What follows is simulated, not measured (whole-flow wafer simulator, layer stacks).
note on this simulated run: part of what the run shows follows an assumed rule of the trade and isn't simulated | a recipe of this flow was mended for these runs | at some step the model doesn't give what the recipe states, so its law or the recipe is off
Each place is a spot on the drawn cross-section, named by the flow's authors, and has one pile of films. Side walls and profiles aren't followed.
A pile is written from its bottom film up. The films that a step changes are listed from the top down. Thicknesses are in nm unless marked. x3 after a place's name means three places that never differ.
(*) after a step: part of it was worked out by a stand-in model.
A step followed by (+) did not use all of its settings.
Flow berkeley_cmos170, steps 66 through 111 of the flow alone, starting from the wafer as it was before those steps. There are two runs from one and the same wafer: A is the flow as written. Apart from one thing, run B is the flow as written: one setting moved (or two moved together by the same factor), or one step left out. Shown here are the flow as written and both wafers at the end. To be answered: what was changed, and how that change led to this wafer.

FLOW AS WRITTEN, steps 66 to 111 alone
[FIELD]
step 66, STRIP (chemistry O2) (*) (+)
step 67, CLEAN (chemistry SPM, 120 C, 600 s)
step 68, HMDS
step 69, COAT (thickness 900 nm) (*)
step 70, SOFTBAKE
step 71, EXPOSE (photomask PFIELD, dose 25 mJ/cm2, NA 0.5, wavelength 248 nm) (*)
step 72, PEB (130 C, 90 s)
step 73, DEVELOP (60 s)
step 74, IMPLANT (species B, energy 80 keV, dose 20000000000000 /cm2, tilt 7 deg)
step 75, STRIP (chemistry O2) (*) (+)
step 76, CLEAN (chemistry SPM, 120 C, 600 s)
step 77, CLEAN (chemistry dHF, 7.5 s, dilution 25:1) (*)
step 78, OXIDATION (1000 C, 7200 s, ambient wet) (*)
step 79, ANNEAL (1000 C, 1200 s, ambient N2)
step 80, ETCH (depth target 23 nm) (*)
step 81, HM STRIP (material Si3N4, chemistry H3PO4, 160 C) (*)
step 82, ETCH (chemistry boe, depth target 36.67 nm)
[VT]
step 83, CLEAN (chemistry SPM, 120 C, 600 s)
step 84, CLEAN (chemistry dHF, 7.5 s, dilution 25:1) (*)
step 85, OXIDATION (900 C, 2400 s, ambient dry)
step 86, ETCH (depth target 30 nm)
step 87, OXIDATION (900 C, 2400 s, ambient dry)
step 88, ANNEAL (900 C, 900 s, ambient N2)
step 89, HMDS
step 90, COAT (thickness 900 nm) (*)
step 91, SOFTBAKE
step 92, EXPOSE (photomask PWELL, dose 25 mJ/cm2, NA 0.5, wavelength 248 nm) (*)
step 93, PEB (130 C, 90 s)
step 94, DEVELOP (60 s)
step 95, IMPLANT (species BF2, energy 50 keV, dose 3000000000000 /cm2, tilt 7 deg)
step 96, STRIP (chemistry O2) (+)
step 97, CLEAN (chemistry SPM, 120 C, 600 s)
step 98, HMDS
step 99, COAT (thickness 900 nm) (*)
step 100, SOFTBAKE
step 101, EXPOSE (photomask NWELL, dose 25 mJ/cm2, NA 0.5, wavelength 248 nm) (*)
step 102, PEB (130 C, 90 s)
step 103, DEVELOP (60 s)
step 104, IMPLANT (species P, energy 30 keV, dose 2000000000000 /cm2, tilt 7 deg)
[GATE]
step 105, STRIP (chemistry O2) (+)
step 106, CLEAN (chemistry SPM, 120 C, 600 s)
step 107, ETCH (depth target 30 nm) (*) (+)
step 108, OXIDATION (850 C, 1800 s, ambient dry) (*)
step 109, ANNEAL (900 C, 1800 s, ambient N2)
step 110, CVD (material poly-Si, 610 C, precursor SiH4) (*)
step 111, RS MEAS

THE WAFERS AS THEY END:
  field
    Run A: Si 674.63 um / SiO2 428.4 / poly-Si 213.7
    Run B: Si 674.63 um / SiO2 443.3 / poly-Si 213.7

Cause: step 81, HM STRIP: 136 C was run, though the flow has 160 C.

Step by step, how the change led to this:
  step 81, HM STRIP (material Si3N4, chemistry H3PO4, 160 C) (*)
      mark, sd_n, spacer_n and 9 more: A Si3N4 loses 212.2 (all of it), SiO2 loses 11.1 | B Si3N4 loses 212.2 (all of it), SiO2 loses 0.33
      field: A SiO2 loses 17.7 | B SiO2 loses 2.7
  step 82, ETCH (chemistry boe, depth target 36.67 nm)
      mark, spacer_n, gate_n and 7 more: A SiO2 loses 15.5 (all of it) | B SiO2 loses 26.2 (all of it)
      sd_n, sd_p: A SiO2 loses 15.5 (all of it) | B SiO2 loses 26.3 (all of it)
